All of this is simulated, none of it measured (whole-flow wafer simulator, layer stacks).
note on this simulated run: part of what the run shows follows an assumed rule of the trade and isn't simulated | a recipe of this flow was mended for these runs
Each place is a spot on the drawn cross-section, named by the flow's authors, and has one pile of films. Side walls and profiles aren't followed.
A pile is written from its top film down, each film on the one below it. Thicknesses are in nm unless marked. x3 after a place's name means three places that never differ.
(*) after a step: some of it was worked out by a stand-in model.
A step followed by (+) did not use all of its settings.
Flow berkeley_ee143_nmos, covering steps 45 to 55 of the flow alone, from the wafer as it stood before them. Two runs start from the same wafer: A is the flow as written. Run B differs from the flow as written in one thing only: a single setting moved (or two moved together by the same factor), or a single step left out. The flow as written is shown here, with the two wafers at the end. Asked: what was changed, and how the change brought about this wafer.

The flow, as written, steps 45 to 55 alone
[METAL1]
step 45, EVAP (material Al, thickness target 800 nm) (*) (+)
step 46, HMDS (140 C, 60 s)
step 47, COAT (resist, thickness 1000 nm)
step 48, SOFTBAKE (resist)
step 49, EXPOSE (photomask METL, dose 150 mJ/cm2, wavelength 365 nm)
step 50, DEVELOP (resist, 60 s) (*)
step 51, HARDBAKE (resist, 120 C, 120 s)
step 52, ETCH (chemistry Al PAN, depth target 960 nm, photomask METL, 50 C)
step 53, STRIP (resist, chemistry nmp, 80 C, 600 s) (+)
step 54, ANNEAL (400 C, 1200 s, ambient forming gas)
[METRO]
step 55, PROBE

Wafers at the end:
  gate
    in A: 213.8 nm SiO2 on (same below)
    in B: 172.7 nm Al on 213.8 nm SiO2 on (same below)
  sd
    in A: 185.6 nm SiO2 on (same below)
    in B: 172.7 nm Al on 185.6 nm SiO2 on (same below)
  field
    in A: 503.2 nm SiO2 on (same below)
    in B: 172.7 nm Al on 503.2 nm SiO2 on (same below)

What caused this: step 52, ETCH: depth target 614 nm was run, while the flow as written has depth target 960 nm.

The path from the change to this, step by step:
  step 52, ETCH (chemistry Al PAN, depth target 960 nm, photomask METL, 50 C)
      gate, sd, field: A -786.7 Al (all of it) | B -614 Al
Taking metal films that touch as one body, gate has 1 body; the flow as written gives 0 bodies.
Taking metal films that touch as one body, sd has 1 body; the flow as written gives 0 bodies.
Taking metal films that touch as one body, field has 1 body; the flow as written gives 0 bodies.
